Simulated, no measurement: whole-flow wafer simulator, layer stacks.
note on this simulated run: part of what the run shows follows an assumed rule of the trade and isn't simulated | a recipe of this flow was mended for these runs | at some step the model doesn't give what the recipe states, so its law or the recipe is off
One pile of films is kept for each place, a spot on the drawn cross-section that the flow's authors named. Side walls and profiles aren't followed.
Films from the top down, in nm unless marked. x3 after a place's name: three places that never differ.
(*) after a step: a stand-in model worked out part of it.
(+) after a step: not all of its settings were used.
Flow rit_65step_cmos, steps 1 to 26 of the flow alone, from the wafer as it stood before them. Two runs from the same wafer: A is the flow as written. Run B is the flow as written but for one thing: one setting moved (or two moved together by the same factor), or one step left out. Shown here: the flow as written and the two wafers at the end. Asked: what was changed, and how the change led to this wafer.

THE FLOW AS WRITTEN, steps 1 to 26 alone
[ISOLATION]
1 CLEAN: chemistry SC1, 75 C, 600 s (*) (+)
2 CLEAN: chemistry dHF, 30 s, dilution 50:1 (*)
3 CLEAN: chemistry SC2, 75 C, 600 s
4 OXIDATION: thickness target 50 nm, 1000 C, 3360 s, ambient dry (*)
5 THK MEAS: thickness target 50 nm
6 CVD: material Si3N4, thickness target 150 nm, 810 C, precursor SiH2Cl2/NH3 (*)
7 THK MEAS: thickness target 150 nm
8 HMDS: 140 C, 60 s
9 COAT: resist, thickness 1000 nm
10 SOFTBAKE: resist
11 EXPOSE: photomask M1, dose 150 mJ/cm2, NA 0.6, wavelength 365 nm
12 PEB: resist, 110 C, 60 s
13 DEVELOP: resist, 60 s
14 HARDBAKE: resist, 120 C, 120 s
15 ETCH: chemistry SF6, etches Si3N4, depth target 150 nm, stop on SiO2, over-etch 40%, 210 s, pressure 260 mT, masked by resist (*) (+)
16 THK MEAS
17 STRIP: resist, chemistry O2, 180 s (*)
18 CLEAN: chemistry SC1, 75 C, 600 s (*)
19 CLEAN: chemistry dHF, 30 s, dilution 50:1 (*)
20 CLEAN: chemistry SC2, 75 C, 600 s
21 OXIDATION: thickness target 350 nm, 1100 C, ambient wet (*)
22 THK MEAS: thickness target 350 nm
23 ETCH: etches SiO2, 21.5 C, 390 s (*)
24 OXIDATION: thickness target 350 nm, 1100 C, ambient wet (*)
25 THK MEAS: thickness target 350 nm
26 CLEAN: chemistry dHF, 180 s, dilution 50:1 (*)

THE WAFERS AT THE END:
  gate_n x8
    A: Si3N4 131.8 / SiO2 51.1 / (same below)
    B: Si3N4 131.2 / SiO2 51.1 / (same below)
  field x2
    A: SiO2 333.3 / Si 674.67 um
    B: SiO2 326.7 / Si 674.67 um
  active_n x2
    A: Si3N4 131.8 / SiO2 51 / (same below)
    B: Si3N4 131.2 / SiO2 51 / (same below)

The cause: step 26, CLEAN: 252 s was run, where the flow has 180 s.

How the change led to this, step by step:
  26 CLEAN: chemistry dHF, 180 s, dilution 50:1 (*)
      active_n x2, gate_n x8: A SiO2 -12 (all of it), Si3N4 -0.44 | B SiO2 -12 (all of it), Si3N4 -1.06
      field x2, field_pw x2: A SiO2 -16.7 | B SiO2 -23.3
